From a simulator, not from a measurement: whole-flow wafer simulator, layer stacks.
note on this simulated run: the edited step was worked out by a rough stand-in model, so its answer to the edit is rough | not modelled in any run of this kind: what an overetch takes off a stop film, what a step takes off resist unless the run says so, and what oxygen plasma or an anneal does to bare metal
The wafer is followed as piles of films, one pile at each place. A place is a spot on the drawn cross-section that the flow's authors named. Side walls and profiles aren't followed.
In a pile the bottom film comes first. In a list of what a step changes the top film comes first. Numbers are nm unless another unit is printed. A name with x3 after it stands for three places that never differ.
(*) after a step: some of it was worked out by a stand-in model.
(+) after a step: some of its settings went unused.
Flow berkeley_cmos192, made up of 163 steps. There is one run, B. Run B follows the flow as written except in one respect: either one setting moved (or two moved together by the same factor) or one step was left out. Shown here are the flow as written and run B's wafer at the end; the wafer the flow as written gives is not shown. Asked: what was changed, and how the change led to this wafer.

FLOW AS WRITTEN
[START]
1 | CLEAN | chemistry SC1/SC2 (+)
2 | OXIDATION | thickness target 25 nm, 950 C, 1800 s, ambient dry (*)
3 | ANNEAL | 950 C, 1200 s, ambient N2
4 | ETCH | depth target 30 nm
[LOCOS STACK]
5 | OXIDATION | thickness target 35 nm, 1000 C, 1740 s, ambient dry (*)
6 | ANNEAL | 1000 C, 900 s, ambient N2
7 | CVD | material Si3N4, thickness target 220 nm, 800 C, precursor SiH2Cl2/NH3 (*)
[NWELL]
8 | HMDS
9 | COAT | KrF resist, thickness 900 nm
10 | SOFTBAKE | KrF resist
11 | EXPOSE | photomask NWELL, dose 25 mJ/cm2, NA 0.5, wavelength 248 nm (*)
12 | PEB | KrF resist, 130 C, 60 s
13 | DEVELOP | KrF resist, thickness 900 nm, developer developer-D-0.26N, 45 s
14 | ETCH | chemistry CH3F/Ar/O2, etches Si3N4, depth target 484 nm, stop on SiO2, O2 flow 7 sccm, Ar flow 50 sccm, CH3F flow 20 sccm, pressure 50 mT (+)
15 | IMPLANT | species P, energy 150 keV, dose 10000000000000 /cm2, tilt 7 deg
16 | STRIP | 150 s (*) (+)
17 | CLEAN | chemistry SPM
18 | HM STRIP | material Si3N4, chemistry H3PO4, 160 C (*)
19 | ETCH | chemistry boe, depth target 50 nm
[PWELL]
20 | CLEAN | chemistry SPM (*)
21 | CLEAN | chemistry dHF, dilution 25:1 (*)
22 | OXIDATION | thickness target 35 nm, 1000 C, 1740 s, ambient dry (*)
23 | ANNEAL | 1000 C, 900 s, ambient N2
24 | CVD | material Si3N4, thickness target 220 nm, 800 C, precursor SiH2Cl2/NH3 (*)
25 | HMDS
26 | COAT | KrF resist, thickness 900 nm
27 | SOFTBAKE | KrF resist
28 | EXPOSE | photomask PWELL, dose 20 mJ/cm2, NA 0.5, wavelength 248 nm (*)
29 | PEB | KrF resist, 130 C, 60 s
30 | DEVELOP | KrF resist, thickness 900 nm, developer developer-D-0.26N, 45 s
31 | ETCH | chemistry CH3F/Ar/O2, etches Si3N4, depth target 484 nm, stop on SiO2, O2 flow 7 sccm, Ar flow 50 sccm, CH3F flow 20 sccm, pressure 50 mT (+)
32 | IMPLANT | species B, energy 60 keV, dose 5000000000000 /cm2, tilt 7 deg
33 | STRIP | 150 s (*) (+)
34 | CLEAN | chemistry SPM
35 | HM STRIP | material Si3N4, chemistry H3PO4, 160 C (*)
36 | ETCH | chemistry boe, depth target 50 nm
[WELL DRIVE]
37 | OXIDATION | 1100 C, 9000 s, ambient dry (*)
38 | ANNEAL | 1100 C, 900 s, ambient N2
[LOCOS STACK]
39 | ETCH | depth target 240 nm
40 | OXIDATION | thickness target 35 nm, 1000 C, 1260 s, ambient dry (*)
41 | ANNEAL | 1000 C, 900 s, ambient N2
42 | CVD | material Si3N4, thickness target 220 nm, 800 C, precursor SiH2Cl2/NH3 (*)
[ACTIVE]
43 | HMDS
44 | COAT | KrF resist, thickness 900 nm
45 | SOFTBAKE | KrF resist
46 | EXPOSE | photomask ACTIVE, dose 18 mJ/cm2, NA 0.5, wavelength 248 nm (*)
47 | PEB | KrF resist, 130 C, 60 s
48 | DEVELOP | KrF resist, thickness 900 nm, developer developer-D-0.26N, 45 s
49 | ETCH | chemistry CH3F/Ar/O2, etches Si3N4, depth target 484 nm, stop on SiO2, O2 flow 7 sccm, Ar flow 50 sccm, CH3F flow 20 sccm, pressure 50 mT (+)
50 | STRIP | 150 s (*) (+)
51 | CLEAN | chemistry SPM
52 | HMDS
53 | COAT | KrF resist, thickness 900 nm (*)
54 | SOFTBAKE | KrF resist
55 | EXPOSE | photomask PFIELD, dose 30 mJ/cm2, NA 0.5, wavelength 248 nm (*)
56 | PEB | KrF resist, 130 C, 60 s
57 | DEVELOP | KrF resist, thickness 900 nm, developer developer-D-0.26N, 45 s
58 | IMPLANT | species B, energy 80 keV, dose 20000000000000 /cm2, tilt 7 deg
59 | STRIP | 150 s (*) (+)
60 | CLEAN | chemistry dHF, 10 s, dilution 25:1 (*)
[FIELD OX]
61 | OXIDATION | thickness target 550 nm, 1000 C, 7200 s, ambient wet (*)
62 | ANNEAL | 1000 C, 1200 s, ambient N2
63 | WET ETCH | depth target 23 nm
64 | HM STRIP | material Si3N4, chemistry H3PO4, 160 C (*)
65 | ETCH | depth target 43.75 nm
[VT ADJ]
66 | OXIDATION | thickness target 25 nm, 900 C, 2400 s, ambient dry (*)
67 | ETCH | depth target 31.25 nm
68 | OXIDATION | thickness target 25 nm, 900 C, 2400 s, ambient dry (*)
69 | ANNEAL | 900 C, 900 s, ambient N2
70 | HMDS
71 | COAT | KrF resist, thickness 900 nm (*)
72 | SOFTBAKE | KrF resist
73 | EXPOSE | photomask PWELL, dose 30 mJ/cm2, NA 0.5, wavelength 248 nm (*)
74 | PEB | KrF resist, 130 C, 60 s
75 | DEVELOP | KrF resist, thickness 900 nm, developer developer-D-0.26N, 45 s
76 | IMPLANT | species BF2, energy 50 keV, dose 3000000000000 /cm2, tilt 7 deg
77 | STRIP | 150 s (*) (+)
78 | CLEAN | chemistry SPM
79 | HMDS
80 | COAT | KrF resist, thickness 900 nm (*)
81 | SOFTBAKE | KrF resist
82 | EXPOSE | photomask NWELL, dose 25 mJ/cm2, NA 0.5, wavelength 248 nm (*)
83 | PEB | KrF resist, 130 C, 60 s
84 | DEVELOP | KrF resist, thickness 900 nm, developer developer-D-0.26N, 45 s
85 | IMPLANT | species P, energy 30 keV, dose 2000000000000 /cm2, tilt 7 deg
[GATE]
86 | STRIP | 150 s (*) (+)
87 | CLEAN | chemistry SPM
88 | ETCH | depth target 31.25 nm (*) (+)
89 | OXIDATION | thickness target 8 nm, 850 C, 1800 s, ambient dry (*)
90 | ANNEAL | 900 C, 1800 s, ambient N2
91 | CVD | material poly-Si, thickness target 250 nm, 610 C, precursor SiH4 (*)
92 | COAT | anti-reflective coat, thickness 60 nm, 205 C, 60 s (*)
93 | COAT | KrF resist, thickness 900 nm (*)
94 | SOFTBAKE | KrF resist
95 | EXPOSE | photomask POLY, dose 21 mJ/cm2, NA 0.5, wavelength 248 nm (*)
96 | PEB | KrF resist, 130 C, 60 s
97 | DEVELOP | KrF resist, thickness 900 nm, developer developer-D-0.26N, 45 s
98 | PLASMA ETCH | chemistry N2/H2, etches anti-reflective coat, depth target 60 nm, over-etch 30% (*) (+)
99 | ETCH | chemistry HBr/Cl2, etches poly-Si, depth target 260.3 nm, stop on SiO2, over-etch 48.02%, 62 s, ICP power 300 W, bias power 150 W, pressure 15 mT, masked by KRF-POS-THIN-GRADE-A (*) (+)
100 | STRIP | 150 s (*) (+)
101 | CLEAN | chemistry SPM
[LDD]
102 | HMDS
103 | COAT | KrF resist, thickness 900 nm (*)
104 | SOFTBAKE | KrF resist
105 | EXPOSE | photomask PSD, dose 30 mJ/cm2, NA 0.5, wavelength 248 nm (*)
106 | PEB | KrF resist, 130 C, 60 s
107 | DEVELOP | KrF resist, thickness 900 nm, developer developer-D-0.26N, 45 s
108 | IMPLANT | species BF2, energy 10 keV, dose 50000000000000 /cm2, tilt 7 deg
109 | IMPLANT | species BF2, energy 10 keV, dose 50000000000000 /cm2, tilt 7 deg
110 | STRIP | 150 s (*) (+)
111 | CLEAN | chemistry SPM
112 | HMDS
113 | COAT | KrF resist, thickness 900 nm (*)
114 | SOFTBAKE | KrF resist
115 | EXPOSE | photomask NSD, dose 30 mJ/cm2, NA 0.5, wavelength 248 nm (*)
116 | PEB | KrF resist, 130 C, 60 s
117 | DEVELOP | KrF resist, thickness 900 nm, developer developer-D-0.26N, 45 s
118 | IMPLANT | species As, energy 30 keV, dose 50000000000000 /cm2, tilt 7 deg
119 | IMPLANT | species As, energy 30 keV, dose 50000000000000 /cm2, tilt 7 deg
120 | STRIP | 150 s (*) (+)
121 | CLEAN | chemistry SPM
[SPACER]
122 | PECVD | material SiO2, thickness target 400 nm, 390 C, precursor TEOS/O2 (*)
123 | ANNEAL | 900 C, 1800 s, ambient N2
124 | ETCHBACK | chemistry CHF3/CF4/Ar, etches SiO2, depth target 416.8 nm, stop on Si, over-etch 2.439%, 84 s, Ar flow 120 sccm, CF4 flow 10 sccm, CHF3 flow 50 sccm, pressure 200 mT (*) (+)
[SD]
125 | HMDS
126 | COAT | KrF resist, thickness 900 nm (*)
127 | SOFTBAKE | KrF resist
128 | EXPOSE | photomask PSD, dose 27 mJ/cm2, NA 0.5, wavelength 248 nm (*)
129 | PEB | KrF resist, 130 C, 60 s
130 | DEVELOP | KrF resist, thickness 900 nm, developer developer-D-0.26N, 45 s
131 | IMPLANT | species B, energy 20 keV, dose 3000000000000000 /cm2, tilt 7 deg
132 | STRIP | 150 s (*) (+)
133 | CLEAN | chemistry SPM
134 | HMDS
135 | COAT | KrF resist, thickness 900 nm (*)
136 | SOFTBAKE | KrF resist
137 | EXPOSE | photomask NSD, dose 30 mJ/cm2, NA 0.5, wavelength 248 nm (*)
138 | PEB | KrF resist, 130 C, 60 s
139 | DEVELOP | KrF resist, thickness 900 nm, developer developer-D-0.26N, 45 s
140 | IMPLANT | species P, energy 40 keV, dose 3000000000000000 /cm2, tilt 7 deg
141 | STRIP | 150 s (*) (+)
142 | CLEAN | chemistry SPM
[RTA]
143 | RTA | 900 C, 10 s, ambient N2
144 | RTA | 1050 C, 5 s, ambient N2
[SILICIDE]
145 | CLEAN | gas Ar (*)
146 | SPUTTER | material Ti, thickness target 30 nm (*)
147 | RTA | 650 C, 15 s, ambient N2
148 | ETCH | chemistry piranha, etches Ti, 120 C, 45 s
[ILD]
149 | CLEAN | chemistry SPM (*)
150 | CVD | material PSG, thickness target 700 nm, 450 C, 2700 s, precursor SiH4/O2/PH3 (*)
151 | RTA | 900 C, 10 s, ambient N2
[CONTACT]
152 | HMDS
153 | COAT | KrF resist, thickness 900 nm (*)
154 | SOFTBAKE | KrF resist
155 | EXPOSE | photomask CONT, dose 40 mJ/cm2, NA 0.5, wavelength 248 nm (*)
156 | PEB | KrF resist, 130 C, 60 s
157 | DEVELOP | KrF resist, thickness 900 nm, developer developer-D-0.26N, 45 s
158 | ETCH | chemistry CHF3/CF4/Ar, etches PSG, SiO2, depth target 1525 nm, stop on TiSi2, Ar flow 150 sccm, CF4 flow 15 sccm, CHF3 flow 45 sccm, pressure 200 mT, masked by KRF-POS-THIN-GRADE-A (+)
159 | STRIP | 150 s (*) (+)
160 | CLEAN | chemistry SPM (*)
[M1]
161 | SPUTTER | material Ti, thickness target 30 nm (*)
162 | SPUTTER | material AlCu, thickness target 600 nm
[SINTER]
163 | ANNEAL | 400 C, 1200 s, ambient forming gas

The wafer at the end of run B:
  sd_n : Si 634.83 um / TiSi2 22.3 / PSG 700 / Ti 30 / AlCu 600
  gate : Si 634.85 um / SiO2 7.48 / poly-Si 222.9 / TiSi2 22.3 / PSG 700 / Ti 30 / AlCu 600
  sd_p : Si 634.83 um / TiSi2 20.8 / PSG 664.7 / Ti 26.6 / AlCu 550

What caused this: step 146, SPUTTER: thickness target 12 nm was run, though the flow has thickness target 30 nm.

How this came from the change, step by step:
  146 | SPUTTER | material Ti, thickness target 30 nm (*)
      field, sd_n, spacer_n, gate, spacer_p, gate_p, contact, m1: +12 Ti (new film) (in the flow as written it would be: +30 Ti (new film))
      sd_p: +11.2 Ti (new film) (in the flow as written it would be: +28 Ti (new film))
  147 | RTA | 650 C, 15 s, ambient N2
      sd_n, contact, m1: -9.36 Ti, +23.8 TiSi2 C49 (new film), -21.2 Si (in the flow as written it would be: -23.4 Ti, +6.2 TiSi first (new film), +50.3 TiSi2 C49 (new film), -49 Si)
      gate, gate_p: -9.36 Ti, +23.8 TiSi2 C49 (new film), -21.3 poly-Si (in the flow as written it would be: -23.4 Ti, +6.2 TiSi first (new film), +50.3 TiSi2 C49 (new film), -49.2 poly-Si)
      (and at 1 other place as well)
  148 | ETCH | chemistry piranha, etches Ti, 120 C, 45 s
      sd_n, gate, gate_p, contact, m1: -2.64 Ti (all of it), -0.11 TiSi2 C49 (in the flow as written it would be: -6.6 Ti (all of it), -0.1 TiSi first)
      sd_p: -2.46 Ti (all of it), -0.11 TiSi2 C49 (in the flow as written it would be: -6.17 Ti (all of it), -0.1 TiSi first)
      (and at 3 other places as well)
  151 | RTA | 900 C, 10 s, ambient N2
      sd_n, contact, m1: under 1 film: +22.3 TiSi2 (new film), -23.7 TiSi2 C49 (all of it) (in the flow as written it would be: under 1 film: +55.9 TiSi2 (new film), -6.09 TiSi first (all of it), -50.3 TiSi2 C49 (all of it), -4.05 Si)
      gate, gate_p: under 1 film: +22.3 TiSi2 (new film), -23.7 TiSi2 C49 (all of it) (in the flow as written it would be: under 1 film: +55.9 TiSi2 (new film), -6.09 TiSi first (all of it), -50.3 TiSi2 C49 (all of it), -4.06 poly-Si)
      (and at 1 other place as well)
